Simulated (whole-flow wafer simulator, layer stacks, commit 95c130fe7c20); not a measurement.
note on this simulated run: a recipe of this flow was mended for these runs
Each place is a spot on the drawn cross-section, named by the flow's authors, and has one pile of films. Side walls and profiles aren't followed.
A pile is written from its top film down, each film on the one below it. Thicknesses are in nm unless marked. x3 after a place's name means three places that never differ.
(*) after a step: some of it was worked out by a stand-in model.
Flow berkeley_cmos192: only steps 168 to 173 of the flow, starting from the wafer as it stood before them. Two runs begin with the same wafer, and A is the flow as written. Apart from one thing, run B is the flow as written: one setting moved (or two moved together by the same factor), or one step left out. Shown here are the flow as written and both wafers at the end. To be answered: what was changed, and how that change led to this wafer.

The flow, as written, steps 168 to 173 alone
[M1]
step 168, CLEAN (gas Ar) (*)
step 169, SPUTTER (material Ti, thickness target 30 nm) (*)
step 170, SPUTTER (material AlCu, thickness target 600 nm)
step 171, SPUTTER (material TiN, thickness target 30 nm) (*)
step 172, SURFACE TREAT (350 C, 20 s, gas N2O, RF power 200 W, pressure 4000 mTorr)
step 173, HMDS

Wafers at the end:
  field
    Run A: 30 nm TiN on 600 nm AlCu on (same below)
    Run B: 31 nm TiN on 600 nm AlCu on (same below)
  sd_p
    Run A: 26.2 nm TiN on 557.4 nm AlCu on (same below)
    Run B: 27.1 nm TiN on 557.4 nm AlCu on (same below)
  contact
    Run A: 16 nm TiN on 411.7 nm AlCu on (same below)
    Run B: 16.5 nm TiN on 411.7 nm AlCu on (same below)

The reason: step 171, SPUTTER: thickness target 31 nm was run, while the flow as written has thickness target 30 nm.
The wafer lets one read it off: field has TiN 31, and step 171 as written asks for 30 nm.

Step by step, how the change led to this:
  step 171, SPUTTER (material TiN, thickness target 30 nm) (*)
      field, sd_n, spacer_n, gate, spacer_p, gate_p, m1: A TiN gains 30 (new film) | B TiN gains 31 (new film)
      sd_p: A TiN gains 26.2 (new film) | B TiN gains 27.1 (new film)
